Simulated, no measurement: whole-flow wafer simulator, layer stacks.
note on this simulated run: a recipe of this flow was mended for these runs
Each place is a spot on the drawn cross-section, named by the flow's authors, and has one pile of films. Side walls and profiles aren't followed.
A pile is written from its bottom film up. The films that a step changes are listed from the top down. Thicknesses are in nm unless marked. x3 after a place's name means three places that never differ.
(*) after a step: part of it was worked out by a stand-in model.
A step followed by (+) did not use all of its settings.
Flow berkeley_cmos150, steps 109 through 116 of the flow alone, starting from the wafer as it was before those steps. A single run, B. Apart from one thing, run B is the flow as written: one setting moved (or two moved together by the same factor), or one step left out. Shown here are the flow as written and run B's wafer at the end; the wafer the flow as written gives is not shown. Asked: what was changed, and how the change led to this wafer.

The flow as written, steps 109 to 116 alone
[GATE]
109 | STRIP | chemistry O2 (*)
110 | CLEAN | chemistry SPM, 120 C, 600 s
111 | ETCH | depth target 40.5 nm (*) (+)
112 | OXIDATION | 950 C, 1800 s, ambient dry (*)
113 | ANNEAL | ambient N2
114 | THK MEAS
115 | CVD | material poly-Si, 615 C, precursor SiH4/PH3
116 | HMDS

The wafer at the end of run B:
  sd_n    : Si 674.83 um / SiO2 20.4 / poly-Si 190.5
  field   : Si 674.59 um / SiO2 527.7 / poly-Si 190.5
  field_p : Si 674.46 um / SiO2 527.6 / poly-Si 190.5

The reason: step 115, CVD: 603 C was run, whereas the flow has 615 C.

The path from the change to this, step by step:
  115 | CVD | material poly-Si, 615 C, precursor SiH4/PH3
      field, field_p, sd_n, gate_n, sd_p x2, contact, m1: poly-Si gains 190.5 (new film) (it would be, as written: poly-Si gains 251.5 (new film))
